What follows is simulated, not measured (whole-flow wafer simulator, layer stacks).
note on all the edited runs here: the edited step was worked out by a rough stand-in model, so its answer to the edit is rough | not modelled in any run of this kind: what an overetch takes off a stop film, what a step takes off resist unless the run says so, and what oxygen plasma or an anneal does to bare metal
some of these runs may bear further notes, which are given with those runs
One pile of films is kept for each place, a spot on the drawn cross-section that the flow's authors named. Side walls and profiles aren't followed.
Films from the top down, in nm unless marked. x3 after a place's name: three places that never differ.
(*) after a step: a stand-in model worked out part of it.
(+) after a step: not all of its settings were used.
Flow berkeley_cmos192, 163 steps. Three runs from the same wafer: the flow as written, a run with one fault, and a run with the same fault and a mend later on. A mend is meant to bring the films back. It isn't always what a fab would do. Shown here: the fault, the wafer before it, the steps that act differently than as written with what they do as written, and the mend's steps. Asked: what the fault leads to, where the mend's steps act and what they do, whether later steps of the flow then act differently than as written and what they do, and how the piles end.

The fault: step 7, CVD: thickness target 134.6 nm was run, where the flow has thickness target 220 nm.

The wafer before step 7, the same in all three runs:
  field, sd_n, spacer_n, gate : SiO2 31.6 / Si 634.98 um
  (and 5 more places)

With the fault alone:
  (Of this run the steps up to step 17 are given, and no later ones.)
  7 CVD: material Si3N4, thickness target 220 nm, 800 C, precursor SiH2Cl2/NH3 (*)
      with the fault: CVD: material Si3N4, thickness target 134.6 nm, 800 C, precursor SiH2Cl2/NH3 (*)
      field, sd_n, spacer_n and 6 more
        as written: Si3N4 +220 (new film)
        with the fault: Si3N4 +134.6 (new film)
  Later steps of the flow that act differently than as written:
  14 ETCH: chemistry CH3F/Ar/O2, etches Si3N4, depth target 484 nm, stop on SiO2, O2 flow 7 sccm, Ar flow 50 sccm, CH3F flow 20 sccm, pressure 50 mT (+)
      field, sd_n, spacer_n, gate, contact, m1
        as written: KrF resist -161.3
        with the fault: KrF resist -104.4
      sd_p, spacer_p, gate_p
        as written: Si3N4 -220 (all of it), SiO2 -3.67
        with the fault: Si3N4 -134.6 (all of it), SiO2 -3.67
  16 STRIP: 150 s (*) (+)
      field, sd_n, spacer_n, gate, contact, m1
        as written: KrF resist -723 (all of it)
        with the fault: KrF resist -780 (all of it)
  After step 17 the piles differ from the flow's by more than 2% or 0.5 nm, whichever is larger, at field, sd_n, spacer_n, gate, contact, m1.
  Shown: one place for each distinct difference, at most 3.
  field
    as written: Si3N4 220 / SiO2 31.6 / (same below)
    with the fault: Si3N4 134.6 / SiO2 31.6 / (same below)

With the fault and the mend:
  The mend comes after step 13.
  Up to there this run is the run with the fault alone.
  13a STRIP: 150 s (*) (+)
      field, sd_n, spacer_n, gate, contact, m1
        KrF resist -884.4 (all of it)
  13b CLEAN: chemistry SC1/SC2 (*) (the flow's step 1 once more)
      changes no film at any place that is followed
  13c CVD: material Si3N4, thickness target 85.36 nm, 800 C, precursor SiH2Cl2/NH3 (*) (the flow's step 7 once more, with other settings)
      field, sd_n, spacer_n and 6 more
        Si3N4 +85.4
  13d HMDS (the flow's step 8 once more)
      changes no film at any place that is followed
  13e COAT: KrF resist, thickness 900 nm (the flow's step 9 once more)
      field, sd_n, spacer_n and 6 more
        KrF resist +900 (new film)
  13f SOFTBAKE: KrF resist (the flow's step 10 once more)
      changes no film at any place that is followed
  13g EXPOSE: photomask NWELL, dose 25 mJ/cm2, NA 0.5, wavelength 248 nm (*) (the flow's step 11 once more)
      changes no film at any place that is followed
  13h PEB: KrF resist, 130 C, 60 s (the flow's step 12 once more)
      field, sd_n, spacer_n and 6 more
        KrF resist -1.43
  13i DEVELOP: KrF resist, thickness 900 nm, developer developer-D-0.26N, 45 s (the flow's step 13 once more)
      field, sd_n, spacer_n, gate, contact, m1
        KrF resist -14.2
      sd_p, spacer_p, gate_p
        KrF resist -898.6 (all of it)
  No later step of the flow acts differently than as written, at any place that is followed, by more than 2% or 0.5 nm, whichever is larger.
  At the end the piles are the same as the flow's at every place that both follow.
